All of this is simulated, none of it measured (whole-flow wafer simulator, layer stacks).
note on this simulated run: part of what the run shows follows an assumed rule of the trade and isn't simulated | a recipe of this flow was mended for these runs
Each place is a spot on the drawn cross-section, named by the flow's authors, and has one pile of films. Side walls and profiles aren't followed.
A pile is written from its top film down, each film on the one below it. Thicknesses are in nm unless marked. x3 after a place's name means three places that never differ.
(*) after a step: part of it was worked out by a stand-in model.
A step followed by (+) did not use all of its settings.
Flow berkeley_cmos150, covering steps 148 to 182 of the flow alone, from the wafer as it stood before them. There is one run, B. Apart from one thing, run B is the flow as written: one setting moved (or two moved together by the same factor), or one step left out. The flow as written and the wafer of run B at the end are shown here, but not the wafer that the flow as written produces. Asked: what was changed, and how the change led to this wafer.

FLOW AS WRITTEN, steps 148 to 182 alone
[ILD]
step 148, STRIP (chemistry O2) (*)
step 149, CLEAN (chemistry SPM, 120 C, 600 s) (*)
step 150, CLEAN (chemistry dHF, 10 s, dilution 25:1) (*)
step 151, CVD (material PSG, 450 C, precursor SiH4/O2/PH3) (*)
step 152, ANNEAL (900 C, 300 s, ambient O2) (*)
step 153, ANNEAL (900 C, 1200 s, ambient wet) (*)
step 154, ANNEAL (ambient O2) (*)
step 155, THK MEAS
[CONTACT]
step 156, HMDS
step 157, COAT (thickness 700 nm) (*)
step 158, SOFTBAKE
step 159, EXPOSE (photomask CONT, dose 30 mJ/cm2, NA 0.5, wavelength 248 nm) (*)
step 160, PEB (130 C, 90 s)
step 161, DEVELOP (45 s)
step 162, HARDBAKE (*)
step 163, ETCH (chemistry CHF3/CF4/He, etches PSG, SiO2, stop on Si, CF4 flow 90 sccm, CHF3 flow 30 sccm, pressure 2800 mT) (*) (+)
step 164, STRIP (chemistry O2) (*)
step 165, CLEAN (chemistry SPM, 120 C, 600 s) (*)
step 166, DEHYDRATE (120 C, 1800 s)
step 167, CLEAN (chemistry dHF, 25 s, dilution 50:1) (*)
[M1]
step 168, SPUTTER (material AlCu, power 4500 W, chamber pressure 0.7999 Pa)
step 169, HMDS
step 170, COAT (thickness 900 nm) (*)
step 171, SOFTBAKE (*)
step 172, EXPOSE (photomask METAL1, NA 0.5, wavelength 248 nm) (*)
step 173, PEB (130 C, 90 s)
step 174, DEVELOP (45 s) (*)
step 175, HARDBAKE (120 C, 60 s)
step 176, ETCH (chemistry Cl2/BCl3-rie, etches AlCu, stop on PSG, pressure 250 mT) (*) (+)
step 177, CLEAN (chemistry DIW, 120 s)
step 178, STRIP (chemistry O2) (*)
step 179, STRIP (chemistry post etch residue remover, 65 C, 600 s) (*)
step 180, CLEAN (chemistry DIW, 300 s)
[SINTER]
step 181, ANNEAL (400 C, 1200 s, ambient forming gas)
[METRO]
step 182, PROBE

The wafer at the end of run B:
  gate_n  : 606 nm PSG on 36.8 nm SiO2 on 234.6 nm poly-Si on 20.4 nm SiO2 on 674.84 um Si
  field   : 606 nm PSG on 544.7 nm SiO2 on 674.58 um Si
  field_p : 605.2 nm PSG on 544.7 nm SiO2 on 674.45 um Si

Cause: step 153, ANNEAL: 935 C was run, whereas the flow has 900 C.

Step by step, how the change led to this:
  step 153, ANNEAL (900 C, 1200 s, ambient wet) (*)
      sd_n, contact, m1: -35 PSG, +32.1 SiO2, -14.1 Si (it would be, as written: -35 PSG, +22.8 SiO2, -10 Si)
      field, field_p: -35 PSG, +22.1 SiO2, -9.74 Si (it would be, as written: -35 PSG, +16.3 SiO2, -7.15 Si)
      (as well as at 3 more places)
  step 163, ETCH (chemistry CHF3/CF4/He, etches PSG, SiO2, stop on Si, CF4 flow 90 sccm, CHF3 flow 30 sccm, pressure 2800 mT) (*) (+)
      contact: -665 PSG (all of it), -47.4 SiO2 (all of it), -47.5 Si (it would be, as written: -665 PSG (all of it), -38.1 SiO2 (all of it), -47.5 Si)
